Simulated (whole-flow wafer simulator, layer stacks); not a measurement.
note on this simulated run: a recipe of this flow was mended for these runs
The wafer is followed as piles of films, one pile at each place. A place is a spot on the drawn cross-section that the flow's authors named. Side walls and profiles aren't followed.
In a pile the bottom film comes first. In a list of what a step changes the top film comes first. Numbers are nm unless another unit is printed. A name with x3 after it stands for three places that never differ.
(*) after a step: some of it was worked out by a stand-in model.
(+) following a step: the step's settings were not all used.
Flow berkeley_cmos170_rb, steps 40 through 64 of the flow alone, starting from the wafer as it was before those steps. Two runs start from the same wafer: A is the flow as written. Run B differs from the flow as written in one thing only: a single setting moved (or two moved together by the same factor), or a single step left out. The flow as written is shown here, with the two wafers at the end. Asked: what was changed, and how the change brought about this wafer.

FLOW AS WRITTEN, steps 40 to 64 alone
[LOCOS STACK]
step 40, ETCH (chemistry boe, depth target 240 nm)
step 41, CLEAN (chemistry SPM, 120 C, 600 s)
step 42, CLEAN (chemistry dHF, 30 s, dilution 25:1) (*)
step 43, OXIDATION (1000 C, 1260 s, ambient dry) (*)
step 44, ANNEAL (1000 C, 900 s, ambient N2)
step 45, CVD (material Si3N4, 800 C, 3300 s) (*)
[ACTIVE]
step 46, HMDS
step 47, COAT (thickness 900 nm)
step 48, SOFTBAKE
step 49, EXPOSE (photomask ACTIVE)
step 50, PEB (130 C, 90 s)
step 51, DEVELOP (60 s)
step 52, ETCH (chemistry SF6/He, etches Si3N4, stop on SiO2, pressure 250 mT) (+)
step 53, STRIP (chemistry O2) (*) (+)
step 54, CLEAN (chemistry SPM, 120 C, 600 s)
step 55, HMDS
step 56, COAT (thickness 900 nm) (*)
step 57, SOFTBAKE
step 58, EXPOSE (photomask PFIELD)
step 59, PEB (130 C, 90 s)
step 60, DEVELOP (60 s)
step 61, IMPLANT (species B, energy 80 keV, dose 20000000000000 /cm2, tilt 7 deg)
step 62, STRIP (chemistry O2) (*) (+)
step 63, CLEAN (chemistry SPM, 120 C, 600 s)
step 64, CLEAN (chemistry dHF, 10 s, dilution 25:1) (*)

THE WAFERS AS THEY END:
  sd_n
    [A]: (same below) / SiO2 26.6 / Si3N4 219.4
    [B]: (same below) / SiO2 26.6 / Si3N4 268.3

The reason: step 45, CVD: 816 C was run, though the flow has 800 C.

Step by step, how the change led to this:
  step 45, CVD (material Si3N4, 800 C, 3300 s) (*)
      field, sd_n, spacer_n and 6 more: A +220 Si3N4 (new film) | B +268.8 Si3N4 (new film)
  step 52, ETCH (chemistry SF6/He, etches Si3N4, stop on SiO2, pressure 250 mT) (+)
      sd_n, spacer_n, gate, sd_p, spacer_p, gate_p, contact, m1: A -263 KrF-resist | B -316.1 KrF-resist
      field: A -220 Si3N4 (all of it), -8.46 SiO2 | B -268.8 Si3N4 (all of it), -8.46 SiO2
  step 53, STRIP (chemistry O2) (*) (+)
      sd_n, spacer_n, gate, sd_p, spacer_p, gate_p, contact, m1: A -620 KrF-resist (all of it) | B -567 KrF-resist (all of it)
  step 56, COAT (thickness 900 nm) (*)
      sd_n: A +782.7 KrF-resist (new film) | B +758 KrF-resist (new film)
      spacer_n: A +816.2 KrF-resist (new film) | B +799.3 KrF-resist (new film)
      (also at 4 further places)
  step 62, STRIP (chemistry O2) (*) (+)
      sd_n: A -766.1 KrF-resist (all of it) | B -741.4 KrF-resist (all of it)
      spacer_n: A -799.5 KrF-resist (all of it) | B -782.6 KrF-resist (all of it)
      (also at 6 further places)
